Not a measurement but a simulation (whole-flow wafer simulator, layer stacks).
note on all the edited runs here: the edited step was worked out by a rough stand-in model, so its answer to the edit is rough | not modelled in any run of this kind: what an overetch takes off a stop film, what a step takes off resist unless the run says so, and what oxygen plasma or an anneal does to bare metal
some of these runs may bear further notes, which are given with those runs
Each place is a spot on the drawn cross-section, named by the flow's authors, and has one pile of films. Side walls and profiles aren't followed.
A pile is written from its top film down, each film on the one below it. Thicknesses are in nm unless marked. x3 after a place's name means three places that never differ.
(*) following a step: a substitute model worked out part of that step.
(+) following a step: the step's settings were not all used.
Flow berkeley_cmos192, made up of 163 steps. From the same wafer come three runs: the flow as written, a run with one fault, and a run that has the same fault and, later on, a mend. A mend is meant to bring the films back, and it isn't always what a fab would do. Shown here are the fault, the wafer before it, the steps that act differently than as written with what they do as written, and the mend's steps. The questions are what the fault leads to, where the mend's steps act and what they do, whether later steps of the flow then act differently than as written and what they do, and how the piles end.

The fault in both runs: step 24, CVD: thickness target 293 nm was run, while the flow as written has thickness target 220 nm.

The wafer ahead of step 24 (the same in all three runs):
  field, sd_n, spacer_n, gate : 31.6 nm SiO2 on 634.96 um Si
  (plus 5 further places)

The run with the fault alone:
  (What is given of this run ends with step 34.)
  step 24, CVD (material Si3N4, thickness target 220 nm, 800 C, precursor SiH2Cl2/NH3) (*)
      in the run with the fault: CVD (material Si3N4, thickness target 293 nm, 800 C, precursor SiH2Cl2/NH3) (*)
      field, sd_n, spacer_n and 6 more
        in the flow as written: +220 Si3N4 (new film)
        in the run with the fault: +293 Si3N4 (new film)
  Later steps of the flow acting differently than as written:
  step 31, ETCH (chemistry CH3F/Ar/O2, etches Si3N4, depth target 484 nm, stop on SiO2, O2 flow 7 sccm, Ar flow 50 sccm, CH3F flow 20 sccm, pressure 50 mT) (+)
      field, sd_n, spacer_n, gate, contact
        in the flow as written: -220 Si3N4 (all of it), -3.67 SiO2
        in the run with the fault: -293 Si3N4 (all of it), -3.67 SiO2
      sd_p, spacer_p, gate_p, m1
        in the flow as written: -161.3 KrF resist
        in the run with the fault: -210 KrF resist
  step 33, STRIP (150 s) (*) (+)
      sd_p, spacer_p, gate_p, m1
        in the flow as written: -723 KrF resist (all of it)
        in the run with the fault: -674.4 KrF resist (all of it)
  Once step 34 is done, the piles at sd_p, spacer_p, gate_p, m1 depart from the flow's by more than 2% or 0.5 nm, whichever is larger.
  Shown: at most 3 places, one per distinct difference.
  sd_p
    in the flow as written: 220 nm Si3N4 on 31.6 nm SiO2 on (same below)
    in the run with the fault: 293 nm Si3N4 on 31.6 nm SiO2 on (same below)

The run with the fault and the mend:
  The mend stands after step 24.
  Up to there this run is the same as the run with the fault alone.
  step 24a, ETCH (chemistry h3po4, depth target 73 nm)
      field, sd_n, spacer_n and 6 more
        -73 Si3N4
  Later steps of the flow that are run all act as written at every place that is followed.
  By the end, the piles equal the flow's at every place that both follow.
